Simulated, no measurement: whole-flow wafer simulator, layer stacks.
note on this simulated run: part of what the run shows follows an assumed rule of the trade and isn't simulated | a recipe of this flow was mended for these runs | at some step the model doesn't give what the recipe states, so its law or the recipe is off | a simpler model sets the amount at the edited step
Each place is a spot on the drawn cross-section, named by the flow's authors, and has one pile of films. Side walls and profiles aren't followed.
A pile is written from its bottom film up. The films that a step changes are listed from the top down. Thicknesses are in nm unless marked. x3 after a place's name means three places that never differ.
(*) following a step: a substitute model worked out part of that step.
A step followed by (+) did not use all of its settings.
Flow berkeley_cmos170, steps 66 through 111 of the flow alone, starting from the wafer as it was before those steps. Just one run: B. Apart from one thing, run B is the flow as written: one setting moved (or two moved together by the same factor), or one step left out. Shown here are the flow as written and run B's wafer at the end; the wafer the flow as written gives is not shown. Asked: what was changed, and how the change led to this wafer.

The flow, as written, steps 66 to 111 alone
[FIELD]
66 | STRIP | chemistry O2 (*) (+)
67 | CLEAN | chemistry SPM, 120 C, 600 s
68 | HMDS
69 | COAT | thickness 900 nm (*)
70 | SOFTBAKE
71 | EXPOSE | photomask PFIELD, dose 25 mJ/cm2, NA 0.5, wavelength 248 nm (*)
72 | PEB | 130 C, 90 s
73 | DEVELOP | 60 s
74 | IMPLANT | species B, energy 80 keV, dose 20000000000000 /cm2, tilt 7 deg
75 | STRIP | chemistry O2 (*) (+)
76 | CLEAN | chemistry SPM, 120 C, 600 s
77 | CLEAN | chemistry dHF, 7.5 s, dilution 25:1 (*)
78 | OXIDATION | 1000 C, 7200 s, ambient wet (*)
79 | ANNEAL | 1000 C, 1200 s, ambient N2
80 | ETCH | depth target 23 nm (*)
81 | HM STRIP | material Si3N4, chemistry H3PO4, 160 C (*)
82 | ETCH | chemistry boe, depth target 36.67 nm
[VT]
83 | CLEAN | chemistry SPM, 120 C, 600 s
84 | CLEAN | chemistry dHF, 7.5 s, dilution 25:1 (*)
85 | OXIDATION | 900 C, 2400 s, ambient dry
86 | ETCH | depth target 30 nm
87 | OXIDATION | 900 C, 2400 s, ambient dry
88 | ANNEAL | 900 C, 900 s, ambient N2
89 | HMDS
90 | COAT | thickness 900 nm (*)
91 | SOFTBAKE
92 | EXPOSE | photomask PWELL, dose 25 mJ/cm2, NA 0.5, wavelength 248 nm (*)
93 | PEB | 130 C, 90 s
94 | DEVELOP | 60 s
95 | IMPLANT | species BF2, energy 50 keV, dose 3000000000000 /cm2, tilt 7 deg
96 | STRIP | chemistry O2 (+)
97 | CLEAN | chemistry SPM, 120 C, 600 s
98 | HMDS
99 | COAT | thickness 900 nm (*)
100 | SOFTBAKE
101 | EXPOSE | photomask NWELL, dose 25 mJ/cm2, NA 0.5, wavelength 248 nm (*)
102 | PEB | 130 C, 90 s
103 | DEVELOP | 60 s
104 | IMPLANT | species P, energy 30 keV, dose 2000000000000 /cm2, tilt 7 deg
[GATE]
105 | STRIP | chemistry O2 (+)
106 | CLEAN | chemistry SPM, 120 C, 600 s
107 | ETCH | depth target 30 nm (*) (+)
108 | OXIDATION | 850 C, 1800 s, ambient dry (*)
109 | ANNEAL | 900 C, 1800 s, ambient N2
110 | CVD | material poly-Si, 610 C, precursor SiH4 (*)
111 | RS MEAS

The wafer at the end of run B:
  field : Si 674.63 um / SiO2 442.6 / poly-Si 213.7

The reason: step 81, HM STRIP: 139 C was run, though the flow has 160 C.

The path from the change to this, step by step:
  81 | HM STRIP | material Si3N4, chemistry H3PO4, 160 C (*)
      mark, sd_n, spacer_n and 9 more: -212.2 Si3N4 (all of it), -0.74 SiO2 (in the flow as written it would be: -212.2 Si3N4 (all of it), -11.1 SiO2)
      field: -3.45 SiO2 (in the flow as written it would be: -17.7 SiO2)
  82 | ETCH | chemistry boe, depth target 36.67 nm
      mark, spacer_n, gate_n and 7 more: -25.8 SiO2 (all of it) (in the flow as written it would be: -15.5 SiO2 (all of it))
      sd_n, sd_p: -25.9 SiO2 (all of it) (in the flow as written it would be: -15.5 SiO2 (all of it))
